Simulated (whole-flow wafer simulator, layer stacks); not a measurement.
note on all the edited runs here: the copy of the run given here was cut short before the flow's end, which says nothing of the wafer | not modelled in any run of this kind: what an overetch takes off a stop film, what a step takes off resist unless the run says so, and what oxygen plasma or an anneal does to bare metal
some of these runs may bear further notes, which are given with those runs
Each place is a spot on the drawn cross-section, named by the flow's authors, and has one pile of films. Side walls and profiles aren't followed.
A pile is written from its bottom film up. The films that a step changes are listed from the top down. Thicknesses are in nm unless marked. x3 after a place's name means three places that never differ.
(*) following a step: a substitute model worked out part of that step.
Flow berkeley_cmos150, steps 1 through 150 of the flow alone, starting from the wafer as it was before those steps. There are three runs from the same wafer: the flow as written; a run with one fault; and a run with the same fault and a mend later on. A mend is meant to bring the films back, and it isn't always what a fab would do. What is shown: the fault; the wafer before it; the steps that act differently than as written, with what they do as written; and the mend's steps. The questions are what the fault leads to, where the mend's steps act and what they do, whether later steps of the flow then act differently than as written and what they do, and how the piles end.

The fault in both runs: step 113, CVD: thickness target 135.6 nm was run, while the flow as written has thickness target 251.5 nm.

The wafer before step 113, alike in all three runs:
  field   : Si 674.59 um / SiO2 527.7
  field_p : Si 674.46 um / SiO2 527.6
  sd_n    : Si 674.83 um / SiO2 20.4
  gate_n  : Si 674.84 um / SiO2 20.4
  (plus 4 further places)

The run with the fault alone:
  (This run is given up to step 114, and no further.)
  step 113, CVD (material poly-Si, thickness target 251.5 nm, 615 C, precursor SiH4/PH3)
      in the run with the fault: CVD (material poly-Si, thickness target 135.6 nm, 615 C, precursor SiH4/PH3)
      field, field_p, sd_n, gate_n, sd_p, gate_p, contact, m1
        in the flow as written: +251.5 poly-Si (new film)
        in the run with the fault: +135.6 poly-Si (new film)
  Later steps of the flow up to step 114 that are run all act as written at every place that is followed.
  After step 114, at field, field_p, sd_n, gate_n, sd_p, gate_p, contact, m1, the piles differ from the flow's by more than 2% or 0.5 nm, whichever is larger.
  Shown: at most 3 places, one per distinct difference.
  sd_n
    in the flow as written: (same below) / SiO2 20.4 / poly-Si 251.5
    in the run with the fault: (same below) / SiO2 20.4 / poly-Si 135.6
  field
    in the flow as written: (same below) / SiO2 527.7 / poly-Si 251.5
    in the run with the fault: (same below) / SiO2 527.7 / poly-Si 135.6
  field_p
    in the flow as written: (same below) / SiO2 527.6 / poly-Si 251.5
    in the run with the fault: (same below) / SiO2 527.6 / poly-Si 135.6

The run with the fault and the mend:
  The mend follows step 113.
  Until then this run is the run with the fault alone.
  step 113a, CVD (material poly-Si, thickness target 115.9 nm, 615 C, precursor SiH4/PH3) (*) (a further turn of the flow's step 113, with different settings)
      field, field_p, sd_n, gate_n, sd_p, gate_p, contact, m1
        +115.9 poly-Si
  Later steps of the flow that are run all act as written at every place that is followed, up to a difference of at most 2% or 0.5 nm, whichever is larger.
  By the end, the piles equal the flow's at every place that both follow.
